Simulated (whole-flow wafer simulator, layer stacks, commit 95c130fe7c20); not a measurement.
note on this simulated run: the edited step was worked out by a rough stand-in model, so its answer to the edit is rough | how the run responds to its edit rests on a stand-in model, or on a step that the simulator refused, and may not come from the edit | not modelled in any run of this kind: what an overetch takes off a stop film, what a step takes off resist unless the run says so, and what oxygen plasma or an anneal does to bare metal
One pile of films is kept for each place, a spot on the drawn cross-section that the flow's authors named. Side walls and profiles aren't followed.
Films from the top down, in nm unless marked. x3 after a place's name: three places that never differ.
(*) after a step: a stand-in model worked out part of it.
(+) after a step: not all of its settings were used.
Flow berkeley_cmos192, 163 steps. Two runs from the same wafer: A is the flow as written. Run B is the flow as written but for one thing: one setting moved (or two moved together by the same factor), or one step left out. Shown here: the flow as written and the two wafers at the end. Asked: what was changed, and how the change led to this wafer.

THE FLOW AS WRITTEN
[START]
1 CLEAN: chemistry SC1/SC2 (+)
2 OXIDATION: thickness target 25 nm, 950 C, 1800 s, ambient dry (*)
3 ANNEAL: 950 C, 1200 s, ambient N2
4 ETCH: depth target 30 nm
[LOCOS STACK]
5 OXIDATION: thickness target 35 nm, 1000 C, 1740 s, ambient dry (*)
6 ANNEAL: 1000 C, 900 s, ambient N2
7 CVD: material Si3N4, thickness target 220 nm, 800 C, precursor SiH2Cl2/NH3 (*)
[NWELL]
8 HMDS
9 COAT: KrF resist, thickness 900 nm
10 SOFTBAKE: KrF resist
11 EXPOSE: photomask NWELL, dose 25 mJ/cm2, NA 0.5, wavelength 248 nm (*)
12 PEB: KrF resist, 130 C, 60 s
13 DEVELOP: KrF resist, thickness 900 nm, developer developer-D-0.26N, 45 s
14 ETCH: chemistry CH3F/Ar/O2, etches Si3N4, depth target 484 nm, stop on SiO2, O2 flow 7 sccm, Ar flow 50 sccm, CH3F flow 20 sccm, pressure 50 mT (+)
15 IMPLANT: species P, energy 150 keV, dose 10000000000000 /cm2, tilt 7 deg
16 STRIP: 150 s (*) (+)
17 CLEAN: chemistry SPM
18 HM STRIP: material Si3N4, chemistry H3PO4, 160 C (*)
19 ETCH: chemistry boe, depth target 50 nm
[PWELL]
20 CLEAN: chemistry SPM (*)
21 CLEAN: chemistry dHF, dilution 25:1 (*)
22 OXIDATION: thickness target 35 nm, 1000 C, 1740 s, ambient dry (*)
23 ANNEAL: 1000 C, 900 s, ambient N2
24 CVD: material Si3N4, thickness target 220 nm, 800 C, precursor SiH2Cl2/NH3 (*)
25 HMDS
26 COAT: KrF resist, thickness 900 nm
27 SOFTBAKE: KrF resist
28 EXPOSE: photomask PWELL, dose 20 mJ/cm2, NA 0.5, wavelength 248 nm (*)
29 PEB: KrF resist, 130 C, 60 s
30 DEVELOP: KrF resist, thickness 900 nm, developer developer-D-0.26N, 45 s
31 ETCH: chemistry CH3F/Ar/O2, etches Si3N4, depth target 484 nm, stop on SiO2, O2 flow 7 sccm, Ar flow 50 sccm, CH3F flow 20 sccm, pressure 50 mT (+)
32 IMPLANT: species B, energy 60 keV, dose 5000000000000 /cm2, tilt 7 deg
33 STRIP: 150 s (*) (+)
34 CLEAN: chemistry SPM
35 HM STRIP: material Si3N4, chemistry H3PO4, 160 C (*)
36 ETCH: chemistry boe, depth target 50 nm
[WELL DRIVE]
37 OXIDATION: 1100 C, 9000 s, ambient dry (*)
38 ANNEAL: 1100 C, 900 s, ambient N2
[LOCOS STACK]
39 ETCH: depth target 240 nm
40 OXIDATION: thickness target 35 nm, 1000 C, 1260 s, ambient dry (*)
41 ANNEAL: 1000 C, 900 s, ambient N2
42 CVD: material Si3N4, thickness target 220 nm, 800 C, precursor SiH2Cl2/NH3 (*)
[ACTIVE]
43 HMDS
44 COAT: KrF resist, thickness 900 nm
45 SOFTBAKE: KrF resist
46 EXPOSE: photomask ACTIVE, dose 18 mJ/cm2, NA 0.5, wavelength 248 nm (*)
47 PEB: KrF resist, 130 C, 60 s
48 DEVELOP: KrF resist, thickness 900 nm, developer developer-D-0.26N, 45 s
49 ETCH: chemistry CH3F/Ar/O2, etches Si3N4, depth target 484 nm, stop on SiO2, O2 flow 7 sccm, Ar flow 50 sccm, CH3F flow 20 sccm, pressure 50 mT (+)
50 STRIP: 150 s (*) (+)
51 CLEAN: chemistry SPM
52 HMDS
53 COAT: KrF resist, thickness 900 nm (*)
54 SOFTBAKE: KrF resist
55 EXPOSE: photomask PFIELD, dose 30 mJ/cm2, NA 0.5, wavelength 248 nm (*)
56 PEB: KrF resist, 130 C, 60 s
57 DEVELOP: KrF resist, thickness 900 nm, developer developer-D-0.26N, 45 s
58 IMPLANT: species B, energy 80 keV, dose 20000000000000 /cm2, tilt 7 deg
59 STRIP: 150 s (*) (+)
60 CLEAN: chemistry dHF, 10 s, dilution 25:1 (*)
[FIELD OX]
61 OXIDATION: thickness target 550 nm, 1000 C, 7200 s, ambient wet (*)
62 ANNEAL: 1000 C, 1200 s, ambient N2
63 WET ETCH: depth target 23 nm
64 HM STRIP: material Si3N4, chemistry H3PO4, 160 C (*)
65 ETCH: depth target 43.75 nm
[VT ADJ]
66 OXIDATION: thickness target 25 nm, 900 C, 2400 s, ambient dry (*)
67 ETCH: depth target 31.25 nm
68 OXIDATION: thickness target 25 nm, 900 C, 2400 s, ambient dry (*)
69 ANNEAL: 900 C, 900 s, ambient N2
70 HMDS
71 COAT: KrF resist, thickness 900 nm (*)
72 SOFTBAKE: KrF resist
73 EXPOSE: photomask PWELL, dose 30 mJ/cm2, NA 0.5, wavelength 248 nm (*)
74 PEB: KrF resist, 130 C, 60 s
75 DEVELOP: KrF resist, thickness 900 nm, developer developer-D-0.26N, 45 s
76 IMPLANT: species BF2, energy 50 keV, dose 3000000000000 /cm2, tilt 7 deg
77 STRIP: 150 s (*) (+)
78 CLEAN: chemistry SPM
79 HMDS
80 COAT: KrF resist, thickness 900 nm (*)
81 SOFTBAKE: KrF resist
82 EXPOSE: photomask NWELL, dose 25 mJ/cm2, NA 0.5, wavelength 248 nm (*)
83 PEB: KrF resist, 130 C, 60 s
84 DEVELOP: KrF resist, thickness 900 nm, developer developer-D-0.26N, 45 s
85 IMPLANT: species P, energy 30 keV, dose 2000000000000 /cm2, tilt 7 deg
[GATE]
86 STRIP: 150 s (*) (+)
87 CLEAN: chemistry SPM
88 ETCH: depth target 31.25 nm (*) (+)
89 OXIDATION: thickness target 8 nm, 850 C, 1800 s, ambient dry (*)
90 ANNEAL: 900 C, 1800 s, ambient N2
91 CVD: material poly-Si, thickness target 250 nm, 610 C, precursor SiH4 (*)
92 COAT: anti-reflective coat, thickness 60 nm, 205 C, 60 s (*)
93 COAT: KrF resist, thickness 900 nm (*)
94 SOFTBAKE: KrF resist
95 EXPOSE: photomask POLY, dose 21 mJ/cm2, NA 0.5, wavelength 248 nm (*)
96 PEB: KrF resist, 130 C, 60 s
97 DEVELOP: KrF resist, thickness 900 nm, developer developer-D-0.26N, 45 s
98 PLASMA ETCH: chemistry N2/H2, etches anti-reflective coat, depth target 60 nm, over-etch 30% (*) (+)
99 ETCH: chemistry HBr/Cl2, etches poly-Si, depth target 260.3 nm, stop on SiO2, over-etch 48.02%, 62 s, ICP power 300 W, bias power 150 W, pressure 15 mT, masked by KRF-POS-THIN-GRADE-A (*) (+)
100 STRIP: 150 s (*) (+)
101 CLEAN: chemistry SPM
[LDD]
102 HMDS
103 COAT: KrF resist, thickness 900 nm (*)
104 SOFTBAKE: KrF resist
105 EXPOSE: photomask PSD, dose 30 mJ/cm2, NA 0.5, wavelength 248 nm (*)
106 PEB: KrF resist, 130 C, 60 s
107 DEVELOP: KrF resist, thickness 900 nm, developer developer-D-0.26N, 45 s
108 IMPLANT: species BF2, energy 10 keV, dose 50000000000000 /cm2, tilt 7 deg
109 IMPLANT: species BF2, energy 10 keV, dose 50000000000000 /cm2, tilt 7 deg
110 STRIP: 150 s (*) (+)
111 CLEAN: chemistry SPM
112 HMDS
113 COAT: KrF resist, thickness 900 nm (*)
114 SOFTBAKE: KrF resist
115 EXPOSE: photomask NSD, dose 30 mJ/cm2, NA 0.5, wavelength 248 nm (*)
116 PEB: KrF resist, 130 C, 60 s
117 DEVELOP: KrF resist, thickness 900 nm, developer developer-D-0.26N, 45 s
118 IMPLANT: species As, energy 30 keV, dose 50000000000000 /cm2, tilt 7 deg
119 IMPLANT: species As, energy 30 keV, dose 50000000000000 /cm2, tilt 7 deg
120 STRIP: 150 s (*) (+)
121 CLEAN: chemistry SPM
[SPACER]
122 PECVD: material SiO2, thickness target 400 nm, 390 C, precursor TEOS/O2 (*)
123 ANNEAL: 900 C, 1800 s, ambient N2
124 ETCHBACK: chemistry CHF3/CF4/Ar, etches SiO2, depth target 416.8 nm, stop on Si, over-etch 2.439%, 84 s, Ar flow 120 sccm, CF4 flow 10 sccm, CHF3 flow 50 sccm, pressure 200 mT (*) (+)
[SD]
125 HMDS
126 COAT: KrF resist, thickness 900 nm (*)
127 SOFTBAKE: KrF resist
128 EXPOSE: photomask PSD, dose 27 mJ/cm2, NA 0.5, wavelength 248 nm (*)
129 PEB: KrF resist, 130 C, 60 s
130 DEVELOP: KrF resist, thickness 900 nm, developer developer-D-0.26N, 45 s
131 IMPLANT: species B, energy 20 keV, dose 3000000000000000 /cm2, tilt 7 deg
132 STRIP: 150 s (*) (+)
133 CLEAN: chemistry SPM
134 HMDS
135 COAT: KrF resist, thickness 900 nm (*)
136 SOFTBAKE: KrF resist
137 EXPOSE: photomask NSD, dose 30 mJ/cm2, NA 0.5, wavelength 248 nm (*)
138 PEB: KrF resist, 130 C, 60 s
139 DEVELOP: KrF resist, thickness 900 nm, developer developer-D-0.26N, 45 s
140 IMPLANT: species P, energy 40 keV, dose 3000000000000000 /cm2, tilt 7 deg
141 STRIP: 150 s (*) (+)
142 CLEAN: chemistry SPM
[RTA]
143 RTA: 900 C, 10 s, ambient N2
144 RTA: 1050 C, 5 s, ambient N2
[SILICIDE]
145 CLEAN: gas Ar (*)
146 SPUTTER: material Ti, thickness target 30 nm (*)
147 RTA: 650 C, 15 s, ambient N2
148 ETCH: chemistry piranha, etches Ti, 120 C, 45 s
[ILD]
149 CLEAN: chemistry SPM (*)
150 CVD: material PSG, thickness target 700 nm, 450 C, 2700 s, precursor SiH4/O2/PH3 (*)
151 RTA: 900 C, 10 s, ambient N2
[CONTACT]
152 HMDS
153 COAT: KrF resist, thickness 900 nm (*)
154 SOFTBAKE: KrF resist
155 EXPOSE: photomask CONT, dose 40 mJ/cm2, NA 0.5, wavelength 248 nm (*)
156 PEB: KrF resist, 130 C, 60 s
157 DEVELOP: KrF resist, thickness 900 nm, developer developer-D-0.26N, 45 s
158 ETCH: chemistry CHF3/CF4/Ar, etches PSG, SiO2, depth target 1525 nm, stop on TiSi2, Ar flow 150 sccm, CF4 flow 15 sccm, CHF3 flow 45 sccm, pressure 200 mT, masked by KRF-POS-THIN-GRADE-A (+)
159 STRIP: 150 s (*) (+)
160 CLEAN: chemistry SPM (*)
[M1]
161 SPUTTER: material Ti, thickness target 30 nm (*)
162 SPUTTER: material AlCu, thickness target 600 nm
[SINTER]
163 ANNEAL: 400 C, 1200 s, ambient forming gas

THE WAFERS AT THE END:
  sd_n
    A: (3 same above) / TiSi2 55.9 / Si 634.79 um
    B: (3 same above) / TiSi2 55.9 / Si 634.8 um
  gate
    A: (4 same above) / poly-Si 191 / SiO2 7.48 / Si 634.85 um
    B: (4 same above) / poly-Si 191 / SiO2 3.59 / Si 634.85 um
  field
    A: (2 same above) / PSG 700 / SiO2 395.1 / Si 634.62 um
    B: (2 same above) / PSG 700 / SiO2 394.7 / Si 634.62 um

The cause: step 89, OXIDATION: 773 C was run, where the flow has 850 C.

How the change led to this, step by step:
  89 OXIDATION: thickness target 8 nm, 850 C, 1800 s, ambient dry (*)
      sd_n, spacer_n, gate, sd_p, spacer_p, gate_p, contact, m1: A SiO2 +7.48 (new film), Si -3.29 | B SiO2 +3.59 (new film), Si -1.58
